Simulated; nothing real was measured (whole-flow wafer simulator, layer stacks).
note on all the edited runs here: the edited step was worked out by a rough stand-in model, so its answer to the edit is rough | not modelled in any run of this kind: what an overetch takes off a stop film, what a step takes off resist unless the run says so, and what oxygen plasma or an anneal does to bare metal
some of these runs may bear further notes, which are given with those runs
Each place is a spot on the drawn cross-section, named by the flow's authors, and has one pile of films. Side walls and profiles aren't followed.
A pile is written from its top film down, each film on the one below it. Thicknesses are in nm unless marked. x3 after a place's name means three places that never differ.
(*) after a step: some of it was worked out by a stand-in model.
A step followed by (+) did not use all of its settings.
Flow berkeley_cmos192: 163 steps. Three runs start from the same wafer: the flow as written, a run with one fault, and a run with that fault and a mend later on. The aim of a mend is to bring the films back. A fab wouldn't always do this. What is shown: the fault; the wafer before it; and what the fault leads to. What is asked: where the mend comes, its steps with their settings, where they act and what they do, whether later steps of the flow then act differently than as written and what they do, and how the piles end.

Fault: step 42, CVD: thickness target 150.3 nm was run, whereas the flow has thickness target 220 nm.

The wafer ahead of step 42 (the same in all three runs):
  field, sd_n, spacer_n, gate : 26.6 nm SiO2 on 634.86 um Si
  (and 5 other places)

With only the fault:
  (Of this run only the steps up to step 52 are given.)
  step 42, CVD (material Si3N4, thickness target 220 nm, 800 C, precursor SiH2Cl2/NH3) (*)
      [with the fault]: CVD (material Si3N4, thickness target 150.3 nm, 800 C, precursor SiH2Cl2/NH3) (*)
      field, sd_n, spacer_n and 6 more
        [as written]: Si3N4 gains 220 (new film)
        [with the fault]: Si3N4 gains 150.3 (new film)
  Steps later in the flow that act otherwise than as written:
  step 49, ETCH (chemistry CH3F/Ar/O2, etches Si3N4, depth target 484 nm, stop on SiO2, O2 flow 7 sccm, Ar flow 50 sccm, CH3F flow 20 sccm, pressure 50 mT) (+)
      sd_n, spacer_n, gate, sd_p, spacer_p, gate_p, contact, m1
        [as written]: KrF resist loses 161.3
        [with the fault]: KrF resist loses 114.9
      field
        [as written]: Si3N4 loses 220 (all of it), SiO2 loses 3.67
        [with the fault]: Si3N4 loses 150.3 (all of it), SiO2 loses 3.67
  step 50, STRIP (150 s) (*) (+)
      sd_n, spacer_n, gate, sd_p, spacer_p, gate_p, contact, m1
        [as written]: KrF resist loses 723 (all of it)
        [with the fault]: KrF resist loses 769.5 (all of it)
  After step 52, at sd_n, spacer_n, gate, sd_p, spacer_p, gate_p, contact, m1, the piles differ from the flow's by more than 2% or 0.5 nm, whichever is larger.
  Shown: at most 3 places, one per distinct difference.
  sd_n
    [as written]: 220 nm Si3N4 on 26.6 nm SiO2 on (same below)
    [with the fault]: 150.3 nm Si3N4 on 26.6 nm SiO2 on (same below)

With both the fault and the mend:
  After step 42 comes the mend.
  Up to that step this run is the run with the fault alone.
  step 42a, ETCH (chemistry h3po4, depth target 172.8 nm)
      field, sd_n, spacer_n and 6 more
        Si3N4 loses 150.3 (all of it)
  step 42b, CLEAN (chemistry SPM) (the flow's step 34, run once more)
      leaves every film unchanged at each place that is followed
  step 42c, CVD (material Si3N4, thickness target 220 nm, 800 C, precursor SiH2Cl2/NH3) (*) (the flow's step 42, run once more)
      field, sd_n, spacer_n and 6 more
        Si3N4 gains 220 (new film)
  Every later step of the flow that is run acts as written at every place that is followed.
  By the end, the piles equal the flow's at every place that both follow.
